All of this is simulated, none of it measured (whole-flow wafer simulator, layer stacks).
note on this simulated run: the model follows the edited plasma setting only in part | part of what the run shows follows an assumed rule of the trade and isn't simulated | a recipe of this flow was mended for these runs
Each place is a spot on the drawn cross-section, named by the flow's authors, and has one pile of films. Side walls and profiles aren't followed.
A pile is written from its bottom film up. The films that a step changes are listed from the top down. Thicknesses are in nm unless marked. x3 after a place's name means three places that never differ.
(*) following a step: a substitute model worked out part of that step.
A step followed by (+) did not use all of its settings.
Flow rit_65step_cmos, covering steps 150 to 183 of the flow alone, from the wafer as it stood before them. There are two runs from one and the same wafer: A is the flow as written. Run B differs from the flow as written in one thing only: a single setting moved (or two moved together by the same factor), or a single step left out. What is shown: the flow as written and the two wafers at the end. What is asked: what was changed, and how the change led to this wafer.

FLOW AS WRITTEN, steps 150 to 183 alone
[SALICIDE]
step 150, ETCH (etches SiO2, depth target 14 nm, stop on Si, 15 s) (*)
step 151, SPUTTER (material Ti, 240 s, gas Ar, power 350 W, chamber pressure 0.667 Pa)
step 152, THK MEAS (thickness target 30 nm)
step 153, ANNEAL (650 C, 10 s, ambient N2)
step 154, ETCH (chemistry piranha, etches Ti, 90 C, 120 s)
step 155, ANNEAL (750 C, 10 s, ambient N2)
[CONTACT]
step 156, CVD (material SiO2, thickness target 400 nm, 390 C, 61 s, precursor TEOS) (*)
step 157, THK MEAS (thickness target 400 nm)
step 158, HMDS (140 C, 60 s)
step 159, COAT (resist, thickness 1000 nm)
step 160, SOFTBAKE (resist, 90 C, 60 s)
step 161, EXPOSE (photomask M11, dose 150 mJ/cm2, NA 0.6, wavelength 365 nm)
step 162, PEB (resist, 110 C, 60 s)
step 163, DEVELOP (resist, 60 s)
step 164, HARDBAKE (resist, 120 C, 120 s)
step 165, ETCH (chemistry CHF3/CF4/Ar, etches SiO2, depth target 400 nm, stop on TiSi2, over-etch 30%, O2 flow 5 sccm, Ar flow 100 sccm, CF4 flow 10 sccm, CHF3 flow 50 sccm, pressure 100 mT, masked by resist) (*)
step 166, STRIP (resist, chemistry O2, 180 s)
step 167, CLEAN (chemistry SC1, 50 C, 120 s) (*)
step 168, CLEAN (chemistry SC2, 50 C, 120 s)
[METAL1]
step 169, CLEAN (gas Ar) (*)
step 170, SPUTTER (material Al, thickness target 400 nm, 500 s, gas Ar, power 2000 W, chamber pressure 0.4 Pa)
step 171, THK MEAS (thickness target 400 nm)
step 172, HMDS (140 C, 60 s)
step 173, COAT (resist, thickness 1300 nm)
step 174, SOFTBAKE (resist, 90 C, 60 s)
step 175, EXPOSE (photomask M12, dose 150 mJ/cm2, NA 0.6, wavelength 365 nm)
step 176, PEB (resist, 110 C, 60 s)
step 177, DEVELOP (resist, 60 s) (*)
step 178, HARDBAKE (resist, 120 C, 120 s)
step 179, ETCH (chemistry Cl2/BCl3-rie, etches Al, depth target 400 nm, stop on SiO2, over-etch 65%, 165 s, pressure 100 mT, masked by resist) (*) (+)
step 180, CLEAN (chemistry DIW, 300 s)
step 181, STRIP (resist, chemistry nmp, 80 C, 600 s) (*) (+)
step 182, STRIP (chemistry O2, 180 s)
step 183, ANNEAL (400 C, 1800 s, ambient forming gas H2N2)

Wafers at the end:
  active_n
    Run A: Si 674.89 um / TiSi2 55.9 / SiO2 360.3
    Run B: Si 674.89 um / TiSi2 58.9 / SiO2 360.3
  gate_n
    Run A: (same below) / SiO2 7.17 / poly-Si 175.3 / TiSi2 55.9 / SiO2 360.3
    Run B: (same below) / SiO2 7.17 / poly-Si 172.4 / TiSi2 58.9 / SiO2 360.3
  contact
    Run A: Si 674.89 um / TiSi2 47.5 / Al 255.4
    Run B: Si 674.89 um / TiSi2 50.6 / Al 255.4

The reason: step 151, SPUTTER: power 369 W was run, whereas the flow has power 350 W.

The path from the change to this, step by step:
  step 151, SPUTTER (material Ti, 240 s, gas Ar, power 350 W, chamber pressure 0.667 Pa)
      field, field_pw, field_nw and 11 more: A Ti gains 30 (new film) | B Ti gains 31.6 (new film)
  step 153, ANNEAL (650 C, 10 s, ambient N2)
      active_n, active_p, sd_n, sd_p, contact, m1: A Ti loses 23.4, TiSi first gains 15 (new film), TiSi2 C49 gains 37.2 (new film), Si loses 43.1 | B Ti loses 24.7, TiSi first gains 18.7 (new film), TiSi2 C49 gains 34.9 (new film), Si loses 43.6
      gate_n, gate_p: A Ti loses 23.4, TiSi first gains 15 (new film), TiSi2 C49 gains 37.2 (new film), poly-Si loses 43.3 | B Ti loses 24.7, TiSi first gains 18.7 (new film), TiSi2 C49 gains 34.9 (new film), poly-Si loses 43.7
  step 154, ETCH (chemistry piranha, etches Ti, 90 C, 120 s)
      field, field_pw, field_nw, field_p, spacer, spacer_p: A Ti loses 30 (all of it) | B Ti loses 31.6 (all of it)
  step 155, ANNEAL (750 C, 10 s, ambient N2)
      active_n, active_p, sd_n, sd_p, contact, m1: A TiSi2 gains 55.9 (new film), TiSi first loses 14.9 (all of it), TiSi2 C49 loses 37.2 (all of it), Si loses 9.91 | B TiSi2 gains 58.9 (new film), TiSi first loses 18.6 (all of it), TiSi2 C49 loses 34.9 (all of it), Si loses 12.4
      gate_n, gate_p: A TiSi2 gains 55.9 (new film), TiSi first loses 14.9 (all of it), TiSi2 C49 loses 37.2 (all of it), poly-Si loses 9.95 | B TiSi2 gains 58.9 (new film), TiSi first loses 18.6 (all of it), TiSi2 C49 loses 34.9 (all of it), poly-Si loses 12.4
